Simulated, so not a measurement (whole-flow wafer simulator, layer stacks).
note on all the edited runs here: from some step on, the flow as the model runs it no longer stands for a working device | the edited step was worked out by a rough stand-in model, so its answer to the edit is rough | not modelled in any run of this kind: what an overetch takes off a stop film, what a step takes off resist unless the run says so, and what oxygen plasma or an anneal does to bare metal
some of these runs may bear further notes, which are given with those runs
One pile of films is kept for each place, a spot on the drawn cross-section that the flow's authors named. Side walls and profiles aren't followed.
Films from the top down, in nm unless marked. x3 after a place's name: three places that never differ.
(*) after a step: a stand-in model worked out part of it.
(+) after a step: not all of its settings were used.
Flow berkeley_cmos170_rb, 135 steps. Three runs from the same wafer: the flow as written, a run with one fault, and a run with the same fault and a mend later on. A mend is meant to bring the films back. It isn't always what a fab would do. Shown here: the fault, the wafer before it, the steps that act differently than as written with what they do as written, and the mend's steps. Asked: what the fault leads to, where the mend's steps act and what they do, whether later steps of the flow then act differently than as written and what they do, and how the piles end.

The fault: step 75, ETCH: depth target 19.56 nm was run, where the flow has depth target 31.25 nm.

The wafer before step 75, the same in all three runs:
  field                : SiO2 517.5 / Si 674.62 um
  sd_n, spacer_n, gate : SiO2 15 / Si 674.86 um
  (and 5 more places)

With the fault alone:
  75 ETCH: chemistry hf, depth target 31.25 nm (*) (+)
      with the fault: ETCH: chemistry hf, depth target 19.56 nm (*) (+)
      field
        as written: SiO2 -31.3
        with the fault: SiO2 -19.6
  Later steps of the flow that act differently than as written (23 more steps differ only slightly, by at most 2% or 0.5 nm, whichever is larger, and aren't shown):
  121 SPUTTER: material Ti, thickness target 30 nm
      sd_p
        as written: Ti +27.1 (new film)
        with the fault: Ti +25.3 (new film)
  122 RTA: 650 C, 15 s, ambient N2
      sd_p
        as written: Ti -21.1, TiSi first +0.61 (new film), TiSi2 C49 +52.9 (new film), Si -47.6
        with the fault: Ti -19.7, TiSi2 C49 +50.2 (new film), Si -44.8
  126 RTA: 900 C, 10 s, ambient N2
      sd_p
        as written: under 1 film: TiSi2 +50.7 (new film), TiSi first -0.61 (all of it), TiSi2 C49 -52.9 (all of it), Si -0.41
        with the fault: under 1 film: TiSi2 +47.3 (new film), TiSi2 C49 -50.2 (all of it)
  At the end the piles differ from the flow's by more than 2% or 0.5 nm, whichever is larger, at sd_p.
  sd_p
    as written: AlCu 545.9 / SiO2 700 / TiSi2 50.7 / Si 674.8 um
    with the fault: AlCu 541.4 / SiO2 700 / TiSi2 47.3 / Si 674.81 um

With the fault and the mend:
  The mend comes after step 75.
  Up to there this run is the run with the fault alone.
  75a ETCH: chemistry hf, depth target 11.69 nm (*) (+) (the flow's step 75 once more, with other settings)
      field
        SiO2 -11.7
  No later step of the flow acts differently than as written, at any place that is followed, by more than 2% or 0.5 nm, whichever is larger.
  At the end the piles are the same as the flow's at every place that both follow.
